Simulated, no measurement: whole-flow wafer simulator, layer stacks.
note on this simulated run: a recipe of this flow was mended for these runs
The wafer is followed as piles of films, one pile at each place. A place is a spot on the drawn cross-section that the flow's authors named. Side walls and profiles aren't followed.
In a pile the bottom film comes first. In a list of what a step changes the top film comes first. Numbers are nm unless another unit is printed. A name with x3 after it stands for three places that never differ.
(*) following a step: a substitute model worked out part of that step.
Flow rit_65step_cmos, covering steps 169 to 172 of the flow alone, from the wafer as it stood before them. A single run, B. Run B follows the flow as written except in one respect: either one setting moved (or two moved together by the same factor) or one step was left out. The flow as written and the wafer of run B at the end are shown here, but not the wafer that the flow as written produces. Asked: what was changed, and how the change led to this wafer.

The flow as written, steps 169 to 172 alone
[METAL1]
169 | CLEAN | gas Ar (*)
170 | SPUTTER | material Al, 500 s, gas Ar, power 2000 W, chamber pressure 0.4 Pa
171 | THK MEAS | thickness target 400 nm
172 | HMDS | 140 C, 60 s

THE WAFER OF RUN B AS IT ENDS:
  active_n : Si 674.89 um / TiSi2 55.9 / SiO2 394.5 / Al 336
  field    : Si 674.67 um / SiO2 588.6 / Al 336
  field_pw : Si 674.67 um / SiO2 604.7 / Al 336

Cause: step 170, SPUTTER: 420 s was run, while the flow as written has 500 s.

Step by step, how the change led to this:
  170 | SPUTTER | material Al, 500 s, gas Ar, power 2000 W, chamber pressure 0.4 Pa
      field, field_pw, field_nw and 10 more: Al gains 336 (new film) (as written it would have been: Al gains 400 (new film))
      contact: Al gains 217.4 (new film) (as written it would have been: Al gains 255.4 (new film))
